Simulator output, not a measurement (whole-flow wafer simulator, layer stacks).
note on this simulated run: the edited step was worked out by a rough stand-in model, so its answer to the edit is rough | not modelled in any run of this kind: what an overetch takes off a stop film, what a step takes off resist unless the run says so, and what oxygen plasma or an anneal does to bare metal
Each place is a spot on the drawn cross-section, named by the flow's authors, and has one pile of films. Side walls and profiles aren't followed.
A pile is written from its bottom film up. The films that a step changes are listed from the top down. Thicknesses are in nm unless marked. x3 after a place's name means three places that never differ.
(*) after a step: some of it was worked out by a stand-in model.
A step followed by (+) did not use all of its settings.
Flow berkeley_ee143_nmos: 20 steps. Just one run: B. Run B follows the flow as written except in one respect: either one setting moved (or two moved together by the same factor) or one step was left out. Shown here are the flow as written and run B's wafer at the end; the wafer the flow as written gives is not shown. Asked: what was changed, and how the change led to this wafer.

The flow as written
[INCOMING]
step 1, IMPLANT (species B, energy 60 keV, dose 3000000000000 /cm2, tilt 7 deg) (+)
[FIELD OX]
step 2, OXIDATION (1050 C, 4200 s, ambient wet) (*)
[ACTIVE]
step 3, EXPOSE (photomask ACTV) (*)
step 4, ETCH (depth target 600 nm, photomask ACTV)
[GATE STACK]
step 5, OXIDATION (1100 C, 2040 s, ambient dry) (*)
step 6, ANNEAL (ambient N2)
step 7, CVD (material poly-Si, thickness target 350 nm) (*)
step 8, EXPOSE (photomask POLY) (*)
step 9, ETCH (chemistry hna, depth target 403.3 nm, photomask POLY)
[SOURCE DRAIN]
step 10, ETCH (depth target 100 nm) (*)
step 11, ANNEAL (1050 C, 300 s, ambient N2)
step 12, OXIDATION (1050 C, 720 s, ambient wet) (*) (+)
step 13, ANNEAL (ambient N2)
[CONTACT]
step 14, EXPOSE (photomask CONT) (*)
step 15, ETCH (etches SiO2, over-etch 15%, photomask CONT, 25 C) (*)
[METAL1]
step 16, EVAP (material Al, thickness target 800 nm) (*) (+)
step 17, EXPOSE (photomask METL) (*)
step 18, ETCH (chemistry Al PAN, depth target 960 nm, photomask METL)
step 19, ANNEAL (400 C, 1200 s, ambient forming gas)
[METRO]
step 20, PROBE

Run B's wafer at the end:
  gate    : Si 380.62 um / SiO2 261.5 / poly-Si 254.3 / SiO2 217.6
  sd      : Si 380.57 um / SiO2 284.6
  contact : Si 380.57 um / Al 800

What caused this: step 2, OXIDATION: 1155 C was run, while the flow as written has 1050 C.

The path from the change to this, step by step:
  step 2, OXIDATION (1050 C, 4200 s, ambient wet) (*)
      gate, sd, contact, field: SiO2 gains 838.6 (new film), chemical SiO2 loses 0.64 (all of it), Si loses 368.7 (in the flow as written it would be: SiO2 gains 566.4 (new film), chemical SiO2 loses 0.64 (all of it), Si loses 248.9)
  step 4, ETCH (depth target 600 nm, photomask ACTV)
      gate, sd, contact: SiO2 loses 600 (in the flow as written it would be: SiO2 loses 566.4 (all of it))
  step 5, OXIDATION (1100 C, 2040 s, ambient dry) (*)
      gate, sd, contact: SiO2 gains 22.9, Si loses 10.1 (in the flow as written it would be: SiO2 gains 79.7 (new film), Si loses 35.1)
      field: SiO2 gains 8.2, Si loses 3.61 (in the flow as written it would be: SiO2 gains 11.6, Si loses 5.1)
  step 10, ETCH (depth target 100 nm) (*)
      sd, contact: SiO2 loses 100 (in the flow as written it would be: SiO2 loses 79.7 (all of it))
  step 12, OXIDATION (1050 C, 720 s, ambient wet) (*) (+)
      sd, contact: SiO2 gains 123.1, Si loses 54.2 (in the flow as written it would be: SiO2 gains 189.4 (new film), Si loses 83.4)
      field: SiO2 gains 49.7, Si loses 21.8 (in the flow as written it would be: SiO2 gains 69.1, Si loses 30.4)
  step 15, ETCH (etches SiO2, over-etch 15%, photomask CONT, 25 C) (*)
      contact: SiO2 loses 284.6 (all of it) (in the flow as written it would be: SiO2 loses 189.4 (all of it))
